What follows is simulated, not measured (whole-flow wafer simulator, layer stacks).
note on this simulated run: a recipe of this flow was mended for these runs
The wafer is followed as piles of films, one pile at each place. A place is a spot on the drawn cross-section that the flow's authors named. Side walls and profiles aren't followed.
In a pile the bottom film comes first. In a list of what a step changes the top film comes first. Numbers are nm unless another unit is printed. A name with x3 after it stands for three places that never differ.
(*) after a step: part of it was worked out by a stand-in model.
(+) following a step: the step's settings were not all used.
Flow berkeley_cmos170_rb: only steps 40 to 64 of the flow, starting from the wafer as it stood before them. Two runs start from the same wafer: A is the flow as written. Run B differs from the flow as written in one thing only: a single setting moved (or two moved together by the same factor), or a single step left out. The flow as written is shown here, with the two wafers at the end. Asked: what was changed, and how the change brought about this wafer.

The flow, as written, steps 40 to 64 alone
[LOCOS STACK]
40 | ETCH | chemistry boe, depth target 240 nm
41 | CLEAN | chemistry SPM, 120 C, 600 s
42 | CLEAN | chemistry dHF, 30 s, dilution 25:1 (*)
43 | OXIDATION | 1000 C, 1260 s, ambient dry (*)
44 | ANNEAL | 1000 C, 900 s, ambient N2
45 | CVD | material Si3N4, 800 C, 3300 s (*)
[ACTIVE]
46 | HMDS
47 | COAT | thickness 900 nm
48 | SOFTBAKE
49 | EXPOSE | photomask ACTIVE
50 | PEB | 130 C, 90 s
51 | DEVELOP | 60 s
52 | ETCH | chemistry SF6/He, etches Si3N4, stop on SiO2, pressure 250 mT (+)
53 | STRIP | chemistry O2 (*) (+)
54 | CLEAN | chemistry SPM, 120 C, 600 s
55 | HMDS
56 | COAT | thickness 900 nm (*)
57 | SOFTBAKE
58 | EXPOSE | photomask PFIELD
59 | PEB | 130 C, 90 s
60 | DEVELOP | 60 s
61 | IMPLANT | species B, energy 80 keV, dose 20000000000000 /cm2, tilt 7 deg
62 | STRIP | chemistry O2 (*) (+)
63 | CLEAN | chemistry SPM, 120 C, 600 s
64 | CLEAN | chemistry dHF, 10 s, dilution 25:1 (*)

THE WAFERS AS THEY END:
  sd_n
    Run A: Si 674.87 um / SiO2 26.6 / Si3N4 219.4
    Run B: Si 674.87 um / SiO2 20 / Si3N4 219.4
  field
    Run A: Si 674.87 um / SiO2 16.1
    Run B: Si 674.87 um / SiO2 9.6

What caused this: step 43, OXIDATION: 970 C was run, while the flow as written has 1000 C.

How this came from the change, step by step:
  43 | OXIDATION | 1000 C, 1260 s, ambient dry (*)
      field, sd_n, spacer_n and 6 more: A SiO2 gains 26.6 (new film), Si loses 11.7 | B SiO2 gains 20 (new film), Si loses 8.81
